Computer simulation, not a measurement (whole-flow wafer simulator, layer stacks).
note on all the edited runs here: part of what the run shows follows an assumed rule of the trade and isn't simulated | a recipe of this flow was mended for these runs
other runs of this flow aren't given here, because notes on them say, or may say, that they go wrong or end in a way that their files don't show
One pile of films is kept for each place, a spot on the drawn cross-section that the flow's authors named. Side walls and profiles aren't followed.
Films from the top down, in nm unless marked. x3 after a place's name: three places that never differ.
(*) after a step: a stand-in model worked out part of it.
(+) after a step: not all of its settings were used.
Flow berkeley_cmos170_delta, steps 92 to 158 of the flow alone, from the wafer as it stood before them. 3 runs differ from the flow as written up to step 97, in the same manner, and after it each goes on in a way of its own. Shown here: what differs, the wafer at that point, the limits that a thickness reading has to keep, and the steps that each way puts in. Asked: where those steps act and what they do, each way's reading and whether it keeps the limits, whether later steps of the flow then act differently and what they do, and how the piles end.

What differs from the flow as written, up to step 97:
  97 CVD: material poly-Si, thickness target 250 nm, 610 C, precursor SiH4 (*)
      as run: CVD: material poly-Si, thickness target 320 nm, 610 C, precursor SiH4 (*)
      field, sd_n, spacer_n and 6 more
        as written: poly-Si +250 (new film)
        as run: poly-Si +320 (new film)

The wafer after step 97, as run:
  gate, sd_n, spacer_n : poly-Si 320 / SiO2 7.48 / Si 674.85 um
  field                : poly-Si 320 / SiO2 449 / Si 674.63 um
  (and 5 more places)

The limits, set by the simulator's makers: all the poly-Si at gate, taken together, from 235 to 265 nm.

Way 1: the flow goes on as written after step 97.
  The reading after step 97: 320 nm, outside the limits.
  Later steps of the flow that act differently than as written (11 more steps differ only slightly, by at most 2% or 0.5 nm, whichever is larger, and aren't shown):
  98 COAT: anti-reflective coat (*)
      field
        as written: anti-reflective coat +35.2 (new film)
        this way: anti-reflective coat +36.3 (new film)
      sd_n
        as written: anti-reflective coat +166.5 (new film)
        this way: anti-reflective coat +170.9 (new film)
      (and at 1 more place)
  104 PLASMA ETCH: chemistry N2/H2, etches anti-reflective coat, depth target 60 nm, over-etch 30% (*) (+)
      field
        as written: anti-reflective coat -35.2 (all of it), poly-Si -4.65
        this way: anti-reflective coat -36.3 (all of it), poly-Si -4.77
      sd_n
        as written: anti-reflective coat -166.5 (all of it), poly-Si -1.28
        this way: anti-reflective coat -170.9 (all of it), poly-Si -1.31
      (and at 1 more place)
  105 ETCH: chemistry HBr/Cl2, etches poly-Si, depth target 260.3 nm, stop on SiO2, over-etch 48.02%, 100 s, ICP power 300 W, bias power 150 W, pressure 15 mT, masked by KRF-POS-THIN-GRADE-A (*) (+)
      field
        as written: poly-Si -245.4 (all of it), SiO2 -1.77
        this way: poly-Si -315.2 (all of it), SiO2 -0.35
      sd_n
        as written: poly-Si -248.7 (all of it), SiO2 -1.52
        this way: poly-Si -318.7 (all of it), SiO2 -0.33
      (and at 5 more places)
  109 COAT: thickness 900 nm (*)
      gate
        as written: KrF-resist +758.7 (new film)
        this way: KrF-resist +701.3 (new film)
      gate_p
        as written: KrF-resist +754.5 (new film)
        this way: KrF-resist +697.2 (new film)
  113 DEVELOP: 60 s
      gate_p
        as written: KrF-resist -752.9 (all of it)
        this way: KrF-resist -695.7 (all of it)
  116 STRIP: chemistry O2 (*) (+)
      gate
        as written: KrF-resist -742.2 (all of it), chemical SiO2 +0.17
        this way: KrF-resist -684.9 (all of it), chemical SiO2 +0.17
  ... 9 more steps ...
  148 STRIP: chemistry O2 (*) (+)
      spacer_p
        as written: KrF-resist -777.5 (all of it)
        this way: KrF-resist -727.1 (all of it)
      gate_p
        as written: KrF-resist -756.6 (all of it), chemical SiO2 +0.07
        this way: KrF-resist -707.6 (all of it), chemical SiO2 +0.07
  At the end the piles differ from the flow's by more than 2% or 0.5 nm, whichever is larger, at spacer_n, gate, spacer_p, gate_p.
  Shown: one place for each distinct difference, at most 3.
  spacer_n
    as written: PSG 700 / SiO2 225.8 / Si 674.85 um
    this way: PSG 700 / SiO2 295.8 / Si 674.85 um
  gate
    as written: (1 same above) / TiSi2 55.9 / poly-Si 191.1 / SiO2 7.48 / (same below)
    this way: (1 same above) / TiSi2 55.9 / poly-Si 261.1 / SiO2 7.48 / (same below)

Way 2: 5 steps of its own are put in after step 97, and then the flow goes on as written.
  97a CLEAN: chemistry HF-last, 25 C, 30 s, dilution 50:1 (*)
      changes no film at any place that is followed
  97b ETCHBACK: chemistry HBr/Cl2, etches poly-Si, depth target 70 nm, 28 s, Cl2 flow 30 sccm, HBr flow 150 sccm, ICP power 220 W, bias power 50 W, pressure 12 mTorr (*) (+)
      field, sd_n, spacer_n and 6 more
        poly-Si -70
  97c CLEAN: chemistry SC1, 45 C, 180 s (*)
      field, sd_n, spacer_n and 6 more
        chemical SiO2 +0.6 (new film), poly-Si -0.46
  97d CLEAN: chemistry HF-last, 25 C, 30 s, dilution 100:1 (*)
      field, sd_n, spacer_n and 6 more
        chemical SiO2 -0.6 (all of it)
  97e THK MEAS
      changes no film at any place that is followed
  The reading after step 97e: 249.5 nm, within the limits.
  Later steps of the flow that act differently than as written (21 more steps differ only slightly, by at most 2% or 0.5 nm, whichever is larger, and aren't shown):
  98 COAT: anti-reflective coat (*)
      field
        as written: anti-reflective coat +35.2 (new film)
        this way: anti-reflective coat +36 (new film)
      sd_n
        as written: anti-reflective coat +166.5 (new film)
        this way: anti-reflective coat +170.9 (new film)
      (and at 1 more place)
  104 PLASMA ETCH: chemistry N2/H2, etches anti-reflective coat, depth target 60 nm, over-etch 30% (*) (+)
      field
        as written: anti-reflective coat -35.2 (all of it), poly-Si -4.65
        this way: anti-reflective coat -36 (all of it), poly-Si -4.77
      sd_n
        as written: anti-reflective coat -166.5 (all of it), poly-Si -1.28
        this way: anti-reflective coat -170.9 (all of it), poly-Si -1.31
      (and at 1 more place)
  At the end the piles differ from the flow's only slightly at the places that both follow, by at most 2% or 0.5 nm, whichever is larger.

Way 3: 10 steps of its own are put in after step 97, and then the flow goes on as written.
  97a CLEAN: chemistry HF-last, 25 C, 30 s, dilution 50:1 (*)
      changes no film at any place that is followed
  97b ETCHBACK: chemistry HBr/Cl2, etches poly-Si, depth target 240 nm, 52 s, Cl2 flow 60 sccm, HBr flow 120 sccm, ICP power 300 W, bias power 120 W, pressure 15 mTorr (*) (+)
      field, sd_n, spacer_n and 6 more
        poly-Si -240
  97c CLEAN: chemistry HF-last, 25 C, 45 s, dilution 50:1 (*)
      changes no film at any place that is followed
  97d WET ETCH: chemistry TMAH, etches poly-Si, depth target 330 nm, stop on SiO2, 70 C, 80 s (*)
      field, sd_n, spacer_n and 6 more
        poly-Si -80 (all of it), SiO2 -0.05
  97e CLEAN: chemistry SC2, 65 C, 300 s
      changes no film at any place that is followed
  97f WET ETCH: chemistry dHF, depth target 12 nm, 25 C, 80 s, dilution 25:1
      sd_n, spacer_n, gate, sd_p, spacer_p, gate_p, contact, m1
        SiO2 -7.43 (all of it)
      field
        SiO2 -12
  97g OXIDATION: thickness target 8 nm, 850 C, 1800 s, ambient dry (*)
      sd_n, spacer_n, gate, sd_p, spacer_p, gate_p, contact, m1
        SiO2 +7.48 (new film), Si -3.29
      field
        SiO2 +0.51, Si -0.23
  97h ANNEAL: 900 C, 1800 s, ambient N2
      changes no film at any place that is followed
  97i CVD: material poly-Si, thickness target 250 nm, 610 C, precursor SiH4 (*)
      field, sd_n, spacer_n and 6 more
        poly-Si +250 (new film)
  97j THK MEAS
      changes no film at any place that is followed
  The reading after step 97j: 250 nm, within the limits.
  Later steps of the flow that act differently than as written (28 more steps differ only slightly, by at most 2% or 0.5 nm, whichever is larger, and aren't shown):
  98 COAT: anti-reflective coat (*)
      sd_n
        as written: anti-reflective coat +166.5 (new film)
        this way: anti-reflective coat +160.8 (new film)
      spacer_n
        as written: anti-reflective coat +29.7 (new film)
        this way: anti-reflective coat +31.6 (new film)
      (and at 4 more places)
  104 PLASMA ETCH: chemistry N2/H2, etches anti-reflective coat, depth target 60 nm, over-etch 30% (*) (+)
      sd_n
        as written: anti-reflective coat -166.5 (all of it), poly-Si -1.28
        this way: anti-reflective coat -160.8 (all of it), poly-Si -1.24
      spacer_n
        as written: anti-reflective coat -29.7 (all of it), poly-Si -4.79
        this way: anti-reflective coat -31.6 (all of it), poly-Si -4.55
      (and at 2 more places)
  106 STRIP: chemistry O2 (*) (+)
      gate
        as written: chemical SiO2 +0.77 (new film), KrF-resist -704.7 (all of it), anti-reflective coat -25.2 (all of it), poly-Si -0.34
        this way: chemical SiO2 +0.77 (new film), KrF-resist -698.1 (all of it), anti-reflective coat -27.1 (all of it), poly-Si -0.34
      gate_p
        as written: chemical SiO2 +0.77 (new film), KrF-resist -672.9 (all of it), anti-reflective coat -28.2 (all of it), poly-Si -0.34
        this way: chemical SiO2 +0.77 (new film), KrF-resist -668.6 (all of it), anti-reflective coat -29.4 (all of it), poly-Si -0.34
  At the end the piles differ from the flow's by more than 2% or 0.5 nm, whichever is larger, at field.
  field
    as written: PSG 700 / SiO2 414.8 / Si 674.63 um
    this way: PSG 700 / SiO2 403.3 / Si 674.63 um

Within the limits: way 2, way 3. Outside them: way 1.
